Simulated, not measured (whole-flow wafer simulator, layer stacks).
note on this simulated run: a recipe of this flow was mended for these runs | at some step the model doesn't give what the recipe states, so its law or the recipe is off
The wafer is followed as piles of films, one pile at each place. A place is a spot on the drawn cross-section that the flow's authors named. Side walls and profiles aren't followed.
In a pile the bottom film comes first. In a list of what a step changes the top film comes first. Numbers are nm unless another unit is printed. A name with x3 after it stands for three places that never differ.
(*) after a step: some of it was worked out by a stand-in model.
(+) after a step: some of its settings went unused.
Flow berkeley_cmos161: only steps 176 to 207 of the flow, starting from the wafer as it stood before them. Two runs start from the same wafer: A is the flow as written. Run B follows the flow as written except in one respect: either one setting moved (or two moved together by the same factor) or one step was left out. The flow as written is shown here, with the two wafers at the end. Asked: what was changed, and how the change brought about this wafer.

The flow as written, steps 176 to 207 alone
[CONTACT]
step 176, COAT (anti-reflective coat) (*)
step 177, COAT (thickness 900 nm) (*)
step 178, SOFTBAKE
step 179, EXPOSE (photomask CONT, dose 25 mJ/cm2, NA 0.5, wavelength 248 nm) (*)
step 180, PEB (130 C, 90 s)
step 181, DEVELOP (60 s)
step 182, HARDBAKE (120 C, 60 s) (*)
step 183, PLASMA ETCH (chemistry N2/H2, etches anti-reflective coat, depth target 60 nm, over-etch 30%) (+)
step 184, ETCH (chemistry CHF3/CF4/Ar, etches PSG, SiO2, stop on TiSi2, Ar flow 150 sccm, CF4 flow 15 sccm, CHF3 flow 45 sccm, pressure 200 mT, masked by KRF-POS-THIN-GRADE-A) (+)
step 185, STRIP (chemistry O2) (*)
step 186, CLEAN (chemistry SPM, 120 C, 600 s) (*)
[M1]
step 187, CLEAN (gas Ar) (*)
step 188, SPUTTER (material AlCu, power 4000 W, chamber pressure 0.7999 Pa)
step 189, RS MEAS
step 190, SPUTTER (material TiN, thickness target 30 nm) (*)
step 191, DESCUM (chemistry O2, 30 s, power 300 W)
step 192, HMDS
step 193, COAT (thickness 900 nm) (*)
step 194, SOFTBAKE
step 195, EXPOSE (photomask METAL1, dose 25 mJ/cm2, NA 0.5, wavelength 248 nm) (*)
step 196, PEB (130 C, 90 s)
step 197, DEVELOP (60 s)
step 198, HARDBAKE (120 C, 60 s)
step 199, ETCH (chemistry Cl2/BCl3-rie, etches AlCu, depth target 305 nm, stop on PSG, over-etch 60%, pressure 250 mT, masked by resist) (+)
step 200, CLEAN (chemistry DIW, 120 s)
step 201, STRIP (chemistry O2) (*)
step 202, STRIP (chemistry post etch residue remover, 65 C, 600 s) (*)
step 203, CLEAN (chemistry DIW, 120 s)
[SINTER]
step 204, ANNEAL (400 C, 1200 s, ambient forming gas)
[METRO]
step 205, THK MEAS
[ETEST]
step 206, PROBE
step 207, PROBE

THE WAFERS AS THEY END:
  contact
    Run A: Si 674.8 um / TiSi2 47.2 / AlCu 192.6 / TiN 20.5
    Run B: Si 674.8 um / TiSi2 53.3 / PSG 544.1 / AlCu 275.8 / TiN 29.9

What caused this: step 184, ETCH: chemistry CHF3/CF4/Ar, etches PSG, SiO2, stop on TiSi2, Ar flow 150 sccm, CF4 flow 15 sccm, CHF3 flow 45 sccm, pressure 200 mT, masked by KRF-POS-THIN-GRADE-A (+), was omitted.

Step by step, how the change led to this:
  step 185, STRIP (chemistry O2) (*)
      field: A KrF-resist loses 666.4 (all of it), anti-reflective coat loses 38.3 (all of it) | B KrF-resist loses 822.8 (all of it), anti-reflective coat loses 38.3 (all of it)
      sd_n: A KrF-resist loses 693.9 (all of it), anti-reflective coat loses 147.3 (all of it) | B KrF-resist loses 850.3 (all of it), anti-reflective coat loses 147.3 (all of it)
      (and at 6 other places as well)
  step 187, CLEAN (gas Ar) (*)
      contact: A TiSi2 loses 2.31 | B PSG loses 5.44
  step 188, SPUTTER (material AlCu, power 4000 W, chamber pressure 0.7999 Pa)
      contact: A AlCu gains 192.6 (new film) | B AlCu gains 275.8 (new film)
  step 190, SPUTTER (material TiN, thickness target 30 nm) (*)
      contact: A TiN gains 20.6 (new film) | B TiN gains 30 (new film)
  step 193, COAT (thickness 900 nm) (*)
      sd_n: A KrF-resist gains 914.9 (new film) | B KrF-resist gains 1007.4 (new film)
      contact: A KrF-resist gains 1497.7 (new film) | B KrF-resist gains 985.4 (new film)
      (and at 1 other place as well)
  step 196, PEB (130 C, 90 s)
      contact: A KrF-resist loses 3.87 | B KrF-resist loses 2.36
  step 197, DEVELOP (60 s)
      sd_n: A KrF-resist loses 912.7 (all of it) | B KrF-resist loses 1005 (all of it)
  step 198, HARDBAKE (120 C, 60 s)
      contact: A KrF-resist loses 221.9 | B KrF-resist loses 145.7
      m1: A KrF-resist loses 138.5 | B KrF-resist loses 147.5
  step 201, STRIP (chemistry O2) (*)
      contact: A KrF-resist loses 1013 (all of it) | B KrF-resist loses 578.4 (all of it)
      m1: A KrF-resist loses 537.5 (all of it) | B KrF-resist loses 589 (all of it)
